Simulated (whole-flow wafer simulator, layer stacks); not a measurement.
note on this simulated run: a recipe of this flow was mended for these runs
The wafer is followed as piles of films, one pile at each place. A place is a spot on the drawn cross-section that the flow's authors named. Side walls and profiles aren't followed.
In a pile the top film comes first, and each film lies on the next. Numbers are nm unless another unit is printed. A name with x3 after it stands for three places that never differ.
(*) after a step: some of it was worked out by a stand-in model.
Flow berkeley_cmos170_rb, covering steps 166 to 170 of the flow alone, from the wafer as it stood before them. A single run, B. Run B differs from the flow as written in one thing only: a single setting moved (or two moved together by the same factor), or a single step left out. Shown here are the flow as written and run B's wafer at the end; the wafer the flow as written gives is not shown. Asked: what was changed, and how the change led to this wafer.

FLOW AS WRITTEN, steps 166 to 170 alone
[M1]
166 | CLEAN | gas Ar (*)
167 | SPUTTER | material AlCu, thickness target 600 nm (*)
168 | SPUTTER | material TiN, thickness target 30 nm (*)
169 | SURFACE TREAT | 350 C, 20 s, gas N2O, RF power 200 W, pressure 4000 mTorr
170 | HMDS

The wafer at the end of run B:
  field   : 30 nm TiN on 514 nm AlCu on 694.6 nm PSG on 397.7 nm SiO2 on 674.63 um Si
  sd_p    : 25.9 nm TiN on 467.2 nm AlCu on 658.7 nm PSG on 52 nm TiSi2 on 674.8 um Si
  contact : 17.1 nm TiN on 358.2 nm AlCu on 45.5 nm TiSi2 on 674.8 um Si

The reason: step 167, SPUTTER: thickness target 514 nm was run, while the flow as written has thickness target 600 nm.
One can read it off the wafer: field has AlCu 514, and step 167 as written asks for 600 nm.

How this came from the change, step by step:
  167 | SPUTTER | material AlCu, thickness target 600 nm (*)
      field, sd_n, spacer_n, gate, spacer_p, gate_p, m1: +514 AlCu (new film) (in the flow as written it would be: +600 AlCu (new film))
      sd_p: +467.2 AlCu (new film) (in the flow as written it would be: +549.6 AlCu (new film))
      (also at 1 further place)
  168 | SPUTTER | material TiN, thickness target 30 nm (*)
      contact: +17.1 TiN (new film) (in the flow as written it would be: +16.3 TiN (new film))
